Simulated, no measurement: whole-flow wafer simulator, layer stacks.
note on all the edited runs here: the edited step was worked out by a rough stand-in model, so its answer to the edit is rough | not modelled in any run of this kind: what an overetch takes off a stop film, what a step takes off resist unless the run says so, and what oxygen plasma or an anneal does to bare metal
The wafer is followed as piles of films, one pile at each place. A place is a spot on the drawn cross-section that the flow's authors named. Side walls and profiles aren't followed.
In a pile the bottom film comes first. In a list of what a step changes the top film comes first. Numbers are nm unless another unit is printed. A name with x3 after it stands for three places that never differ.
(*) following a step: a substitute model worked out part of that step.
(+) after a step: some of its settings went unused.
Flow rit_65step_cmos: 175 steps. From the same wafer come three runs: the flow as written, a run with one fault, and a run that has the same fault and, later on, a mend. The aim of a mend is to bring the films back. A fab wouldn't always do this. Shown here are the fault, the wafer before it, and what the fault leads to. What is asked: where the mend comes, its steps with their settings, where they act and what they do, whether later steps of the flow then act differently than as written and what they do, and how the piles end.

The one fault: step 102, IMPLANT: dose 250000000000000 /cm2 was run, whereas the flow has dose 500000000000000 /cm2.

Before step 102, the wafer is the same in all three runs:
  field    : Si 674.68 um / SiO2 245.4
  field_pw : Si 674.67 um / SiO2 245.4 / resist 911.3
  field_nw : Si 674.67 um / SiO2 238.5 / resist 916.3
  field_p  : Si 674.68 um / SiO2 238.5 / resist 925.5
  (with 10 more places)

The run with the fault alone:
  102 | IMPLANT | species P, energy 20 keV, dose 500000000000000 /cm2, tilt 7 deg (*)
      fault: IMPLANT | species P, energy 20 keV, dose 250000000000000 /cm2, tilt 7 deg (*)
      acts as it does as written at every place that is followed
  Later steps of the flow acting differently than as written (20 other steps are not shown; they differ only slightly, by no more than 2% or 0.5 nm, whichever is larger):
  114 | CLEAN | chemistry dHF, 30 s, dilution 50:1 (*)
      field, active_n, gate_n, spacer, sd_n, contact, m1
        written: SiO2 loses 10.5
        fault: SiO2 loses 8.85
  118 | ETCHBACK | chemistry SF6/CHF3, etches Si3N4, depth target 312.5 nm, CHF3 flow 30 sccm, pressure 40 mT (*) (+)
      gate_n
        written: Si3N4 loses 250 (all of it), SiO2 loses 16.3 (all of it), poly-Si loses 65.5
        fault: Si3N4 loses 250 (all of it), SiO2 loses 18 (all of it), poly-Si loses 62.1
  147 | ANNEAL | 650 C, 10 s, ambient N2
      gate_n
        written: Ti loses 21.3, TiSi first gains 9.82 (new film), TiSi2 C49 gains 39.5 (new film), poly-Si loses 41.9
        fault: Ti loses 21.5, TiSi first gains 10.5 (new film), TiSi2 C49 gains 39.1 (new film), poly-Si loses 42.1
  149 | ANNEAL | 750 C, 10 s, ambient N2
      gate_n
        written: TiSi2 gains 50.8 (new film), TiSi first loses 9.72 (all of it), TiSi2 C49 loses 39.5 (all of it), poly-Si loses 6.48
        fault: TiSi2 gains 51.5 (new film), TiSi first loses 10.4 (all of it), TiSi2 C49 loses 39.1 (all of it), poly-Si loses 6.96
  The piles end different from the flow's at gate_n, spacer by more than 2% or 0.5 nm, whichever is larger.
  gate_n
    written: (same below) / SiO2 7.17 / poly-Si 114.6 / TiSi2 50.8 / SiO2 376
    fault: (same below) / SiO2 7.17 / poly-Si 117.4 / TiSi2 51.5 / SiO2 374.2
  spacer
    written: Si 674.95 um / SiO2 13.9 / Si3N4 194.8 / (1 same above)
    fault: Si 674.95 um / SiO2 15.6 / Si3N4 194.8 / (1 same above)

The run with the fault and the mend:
  The mend stands after step 102.
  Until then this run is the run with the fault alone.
  102a | IMPLANT | species P, energy 20 keV, dose 250000000000000 /cm2, tilt 7 deg (*) (the flow's step 102, run once more with other settings)
      does not change any film at any place that is followed
  None of the later steps of the flow acts differently than as written at any place that is followed.
  The piles end the same as the flow's at every place that both follow.
